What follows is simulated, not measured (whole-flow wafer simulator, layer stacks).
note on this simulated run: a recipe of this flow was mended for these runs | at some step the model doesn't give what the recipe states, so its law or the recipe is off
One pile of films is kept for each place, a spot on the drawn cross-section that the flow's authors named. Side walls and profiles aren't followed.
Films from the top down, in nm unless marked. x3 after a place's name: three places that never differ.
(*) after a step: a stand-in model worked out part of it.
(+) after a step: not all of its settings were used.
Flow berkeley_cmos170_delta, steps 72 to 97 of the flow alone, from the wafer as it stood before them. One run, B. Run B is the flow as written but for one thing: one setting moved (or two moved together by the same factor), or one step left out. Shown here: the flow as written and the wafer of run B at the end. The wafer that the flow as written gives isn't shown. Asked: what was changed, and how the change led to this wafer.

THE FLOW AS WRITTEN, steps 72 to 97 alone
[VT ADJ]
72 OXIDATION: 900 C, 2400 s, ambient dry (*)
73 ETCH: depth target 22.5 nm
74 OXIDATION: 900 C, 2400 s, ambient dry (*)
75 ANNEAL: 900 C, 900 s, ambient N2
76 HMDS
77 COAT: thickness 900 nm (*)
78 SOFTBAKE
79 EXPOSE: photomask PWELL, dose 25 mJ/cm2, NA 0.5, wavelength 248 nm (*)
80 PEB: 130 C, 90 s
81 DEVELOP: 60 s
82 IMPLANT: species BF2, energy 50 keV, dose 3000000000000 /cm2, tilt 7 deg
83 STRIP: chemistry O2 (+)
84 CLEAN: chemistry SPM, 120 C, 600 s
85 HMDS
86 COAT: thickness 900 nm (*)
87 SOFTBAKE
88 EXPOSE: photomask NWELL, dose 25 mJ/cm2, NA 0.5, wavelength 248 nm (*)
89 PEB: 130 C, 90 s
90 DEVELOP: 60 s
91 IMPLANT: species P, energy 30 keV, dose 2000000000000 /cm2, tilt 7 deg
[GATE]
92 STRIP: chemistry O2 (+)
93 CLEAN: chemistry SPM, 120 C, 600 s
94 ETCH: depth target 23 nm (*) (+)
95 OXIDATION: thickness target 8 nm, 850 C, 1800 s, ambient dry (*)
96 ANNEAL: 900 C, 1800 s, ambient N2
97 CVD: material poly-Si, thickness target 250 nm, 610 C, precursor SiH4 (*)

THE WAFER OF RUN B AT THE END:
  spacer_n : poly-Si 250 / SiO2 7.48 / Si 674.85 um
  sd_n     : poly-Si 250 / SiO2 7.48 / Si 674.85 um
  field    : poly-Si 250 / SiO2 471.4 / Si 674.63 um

The cause: step 73, ETCH: depth target 22.5 nm, was left out.

How the change led to this, step by step:
  74 OXIDATION: 900 C, 2400 s, ambient dry (*)
      sd_n, spacer_n, gate, sd_p, spacer_p, gate_p, contact, m1: SiO2 +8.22, Si -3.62 (as written it would be: SiO2 +14.9 (new film), Si -6.57)
  94 ETCH: depth target 23 nm (*) (+)
      sd_n, spacer_n, gate, sd_p, spacer_p, gate_p, contact, m1: SiO2 -23.2 (all of it) (as written it would be: SiO2 -14.9 (all of it))
